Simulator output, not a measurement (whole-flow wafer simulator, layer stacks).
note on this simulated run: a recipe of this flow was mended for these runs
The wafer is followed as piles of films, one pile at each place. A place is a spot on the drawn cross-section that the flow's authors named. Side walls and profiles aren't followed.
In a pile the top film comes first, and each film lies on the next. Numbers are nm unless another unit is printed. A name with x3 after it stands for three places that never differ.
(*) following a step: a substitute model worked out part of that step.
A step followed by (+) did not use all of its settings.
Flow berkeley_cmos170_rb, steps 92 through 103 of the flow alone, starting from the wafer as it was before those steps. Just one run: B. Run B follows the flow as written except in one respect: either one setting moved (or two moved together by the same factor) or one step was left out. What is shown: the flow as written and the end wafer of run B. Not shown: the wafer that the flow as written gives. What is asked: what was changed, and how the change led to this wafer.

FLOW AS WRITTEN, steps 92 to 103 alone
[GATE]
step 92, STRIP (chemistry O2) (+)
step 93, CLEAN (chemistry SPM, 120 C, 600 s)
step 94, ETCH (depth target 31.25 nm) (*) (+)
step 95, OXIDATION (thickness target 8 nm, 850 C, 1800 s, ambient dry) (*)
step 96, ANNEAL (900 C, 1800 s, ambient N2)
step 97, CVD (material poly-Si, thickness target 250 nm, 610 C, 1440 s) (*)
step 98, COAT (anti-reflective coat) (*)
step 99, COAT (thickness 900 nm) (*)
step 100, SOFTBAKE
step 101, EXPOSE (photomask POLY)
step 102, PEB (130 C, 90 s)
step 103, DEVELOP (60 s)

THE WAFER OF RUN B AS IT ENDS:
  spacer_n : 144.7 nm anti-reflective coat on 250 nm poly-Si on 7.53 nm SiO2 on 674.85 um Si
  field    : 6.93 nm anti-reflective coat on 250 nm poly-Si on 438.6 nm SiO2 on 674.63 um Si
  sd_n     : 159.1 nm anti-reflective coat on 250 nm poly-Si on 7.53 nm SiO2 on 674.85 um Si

What caused this: step 94, ETCH: depth target 24.5 nm was run, though the flow has depth target 31.25 nm.

Step by step, how the change led to this:
  step 94, ETCH (depth target 31.25 nm) (*) (+)
      field: SiO2 loses 24.5 (as written it would have been: SiO2 loses 31.2)
  step 98, COAT (anti-reflective coat) (*)
      sd_n: anti-reflective coat gains 159.1 (new film) (as written it would have been: anti-reflective coat gains 154.3 (new film))
